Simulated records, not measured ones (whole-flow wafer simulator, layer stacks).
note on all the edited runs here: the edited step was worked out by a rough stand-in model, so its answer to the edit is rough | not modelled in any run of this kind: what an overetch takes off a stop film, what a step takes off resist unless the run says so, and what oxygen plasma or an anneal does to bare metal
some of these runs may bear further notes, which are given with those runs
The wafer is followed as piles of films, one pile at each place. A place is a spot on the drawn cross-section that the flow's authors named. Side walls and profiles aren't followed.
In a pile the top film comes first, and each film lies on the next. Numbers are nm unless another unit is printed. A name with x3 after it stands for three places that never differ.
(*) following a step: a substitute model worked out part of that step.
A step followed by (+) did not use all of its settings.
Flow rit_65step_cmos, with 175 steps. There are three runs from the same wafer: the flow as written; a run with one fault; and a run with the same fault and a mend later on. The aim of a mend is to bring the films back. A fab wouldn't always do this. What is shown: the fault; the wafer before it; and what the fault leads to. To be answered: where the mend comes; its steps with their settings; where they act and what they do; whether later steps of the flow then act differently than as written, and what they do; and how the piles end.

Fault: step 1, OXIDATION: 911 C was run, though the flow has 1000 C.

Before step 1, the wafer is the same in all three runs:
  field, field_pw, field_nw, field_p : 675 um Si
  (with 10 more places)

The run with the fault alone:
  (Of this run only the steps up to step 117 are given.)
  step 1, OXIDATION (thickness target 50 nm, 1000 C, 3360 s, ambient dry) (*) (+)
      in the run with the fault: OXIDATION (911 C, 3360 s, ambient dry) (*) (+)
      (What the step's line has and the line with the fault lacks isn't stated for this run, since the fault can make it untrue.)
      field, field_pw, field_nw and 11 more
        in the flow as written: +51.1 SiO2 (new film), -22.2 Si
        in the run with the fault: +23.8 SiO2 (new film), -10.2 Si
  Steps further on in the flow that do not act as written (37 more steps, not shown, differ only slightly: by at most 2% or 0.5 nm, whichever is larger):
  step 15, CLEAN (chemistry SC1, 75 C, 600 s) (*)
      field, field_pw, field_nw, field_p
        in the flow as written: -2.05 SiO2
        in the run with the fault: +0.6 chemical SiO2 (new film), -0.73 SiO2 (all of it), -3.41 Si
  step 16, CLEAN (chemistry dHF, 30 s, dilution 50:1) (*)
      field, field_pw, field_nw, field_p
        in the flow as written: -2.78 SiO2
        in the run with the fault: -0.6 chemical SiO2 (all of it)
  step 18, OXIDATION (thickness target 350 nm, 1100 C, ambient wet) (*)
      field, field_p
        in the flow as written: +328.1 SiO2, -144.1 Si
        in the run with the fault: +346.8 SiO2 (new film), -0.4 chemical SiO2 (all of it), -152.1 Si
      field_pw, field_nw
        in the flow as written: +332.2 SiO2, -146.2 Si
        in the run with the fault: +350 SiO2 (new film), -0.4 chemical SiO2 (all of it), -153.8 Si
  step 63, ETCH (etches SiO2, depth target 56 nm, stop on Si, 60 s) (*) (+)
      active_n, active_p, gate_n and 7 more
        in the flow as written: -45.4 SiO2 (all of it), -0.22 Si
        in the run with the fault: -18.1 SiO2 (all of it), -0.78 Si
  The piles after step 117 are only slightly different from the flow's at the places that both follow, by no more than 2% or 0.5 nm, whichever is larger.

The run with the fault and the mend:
  The mend stands after step 2.
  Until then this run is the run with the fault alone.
  step 2a, ETCH (depth target 27 nm, 21.5 C, 30 s)
      field, field_pw, field_nw and 11 more
        -23.8 SiO2 (all of it)
  step 2b, CLEAN (chemistry SC2, 75 C, 600 s)
      field, field_pw, field_nw and 11 more
        +0.4 chemical SiO2 (new film), -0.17 Si
  step 2c, OXIDATION (1000 C, 3360 s, ambient dry) (*) (the flow's step 1, run once more with other settings)
      field, field_pw, field_nw and 11 more
        +51 SiO2 (new film), -0.4 chemical SiO2 (all of it), -22.3 Si
  Steps further on in the flow that do not act as written (17 more steps, not shown, differ only slightly: by at most 2% or 0.5 nm, whichever is larger):
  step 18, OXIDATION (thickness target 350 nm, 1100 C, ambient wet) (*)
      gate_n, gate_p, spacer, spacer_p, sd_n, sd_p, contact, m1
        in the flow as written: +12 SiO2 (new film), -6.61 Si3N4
        in the run with the mend: +12 SiO2 (new film), -6.61 Si3N4, +0.03 SiO2
  The piles end only slightly different from the flow's at the places that both follow, by no more than 2% or 0.5 nm, whichever is larger.
